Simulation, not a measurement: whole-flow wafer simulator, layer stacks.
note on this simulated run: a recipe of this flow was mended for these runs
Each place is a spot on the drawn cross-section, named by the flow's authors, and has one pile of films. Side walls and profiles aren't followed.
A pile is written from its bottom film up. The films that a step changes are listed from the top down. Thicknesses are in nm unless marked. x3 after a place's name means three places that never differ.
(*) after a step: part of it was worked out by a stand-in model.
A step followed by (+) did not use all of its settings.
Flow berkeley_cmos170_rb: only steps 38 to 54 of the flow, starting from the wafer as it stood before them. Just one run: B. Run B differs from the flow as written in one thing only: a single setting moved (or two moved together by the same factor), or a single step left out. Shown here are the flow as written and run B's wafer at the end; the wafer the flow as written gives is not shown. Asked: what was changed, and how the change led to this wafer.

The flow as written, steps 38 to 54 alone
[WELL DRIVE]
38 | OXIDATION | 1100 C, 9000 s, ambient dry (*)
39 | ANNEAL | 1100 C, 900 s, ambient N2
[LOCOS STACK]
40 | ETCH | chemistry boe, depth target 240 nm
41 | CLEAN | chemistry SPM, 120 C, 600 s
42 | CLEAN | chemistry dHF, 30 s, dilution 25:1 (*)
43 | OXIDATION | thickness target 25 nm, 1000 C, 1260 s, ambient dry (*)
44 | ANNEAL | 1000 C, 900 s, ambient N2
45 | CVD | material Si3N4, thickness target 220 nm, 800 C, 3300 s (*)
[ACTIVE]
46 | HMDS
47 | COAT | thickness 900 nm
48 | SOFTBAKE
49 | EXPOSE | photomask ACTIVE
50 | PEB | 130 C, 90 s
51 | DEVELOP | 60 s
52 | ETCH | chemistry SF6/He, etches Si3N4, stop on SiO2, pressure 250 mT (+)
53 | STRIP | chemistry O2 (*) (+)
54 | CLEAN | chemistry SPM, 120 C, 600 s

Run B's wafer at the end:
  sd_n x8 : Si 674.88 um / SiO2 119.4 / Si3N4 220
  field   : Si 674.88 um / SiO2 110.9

What caused this: step 40, ETCH: depth target 84 nm was run, though the flow has depth target 240 nm.

How this came from the change, step by step:
  40 | ETCH | chemistry boe, depth target 240 nm
      field, sd_n x8: SiO2 loses 84 (as written it would have been: SiO2 loses 197.6 (all of it))
  41 | CLEAN | chemistry SPM, 120 C, 600 s
      field, sd_n x8: nothing (as written it would have been: chemical SiO2 gains 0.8 (new film), Si loses 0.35)
  42 | CLEAN | chemistry dHF, 30 s, dilution 25:1 (*)
      field, sd_n x8: SiO2 loses 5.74 (as written it would have been: chemical SiO2 loses 0.8 (all of it))
  43 | OXIDATION | thickness target 25 nm, 1000 C, 1260 s, ambient dry (*)
      field, sd_n x8: SiO2 gains 11.4, Si loses 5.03 (as written it would have been: SiO2 gains 26.6 (new film), Si loses 11.7)
